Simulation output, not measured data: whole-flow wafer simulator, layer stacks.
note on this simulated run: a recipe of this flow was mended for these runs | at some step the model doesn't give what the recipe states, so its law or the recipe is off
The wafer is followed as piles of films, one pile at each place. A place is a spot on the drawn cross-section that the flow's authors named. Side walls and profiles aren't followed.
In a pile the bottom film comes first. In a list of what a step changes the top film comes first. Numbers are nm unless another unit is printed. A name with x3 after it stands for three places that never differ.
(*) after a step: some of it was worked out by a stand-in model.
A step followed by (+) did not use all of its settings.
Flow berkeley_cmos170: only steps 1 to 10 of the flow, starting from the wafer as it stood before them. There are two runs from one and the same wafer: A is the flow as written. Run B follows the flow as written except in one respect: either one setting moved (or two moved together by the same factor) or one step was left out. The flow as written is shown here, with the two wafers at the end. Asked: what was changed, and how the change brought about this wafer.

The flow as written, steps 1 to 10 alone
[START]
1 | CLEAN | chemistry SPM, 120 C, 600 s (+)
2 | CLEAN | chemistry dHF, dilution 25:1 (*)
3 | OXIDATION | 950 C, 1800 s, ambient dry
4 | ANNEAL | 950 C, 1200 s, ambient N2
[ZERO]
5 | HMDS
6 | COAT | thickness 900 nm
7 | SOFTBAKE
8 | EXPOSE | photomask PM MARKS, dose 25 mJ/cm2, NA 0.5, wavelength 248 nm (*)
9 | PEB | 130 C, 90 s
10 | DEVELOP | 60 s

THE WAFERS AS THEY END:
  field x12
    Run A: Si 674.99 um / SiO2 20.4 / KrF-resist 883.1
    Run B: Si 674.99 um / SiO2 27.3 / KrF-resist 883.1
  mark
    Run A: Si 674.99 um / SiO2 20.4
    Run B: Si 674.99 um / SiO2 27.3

What caused this: step 3, OXIDATION: 2880 s was run, whereas the flow has 1800 s.

How this came from the change, step by step:
  3 | OXIDATION | 950 C, 1800 s, ambient dry
      field x12, mark: A +20.4 SiO2 (new film), -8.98 Si | B +27.3 SiO2 (new film), -12 Si
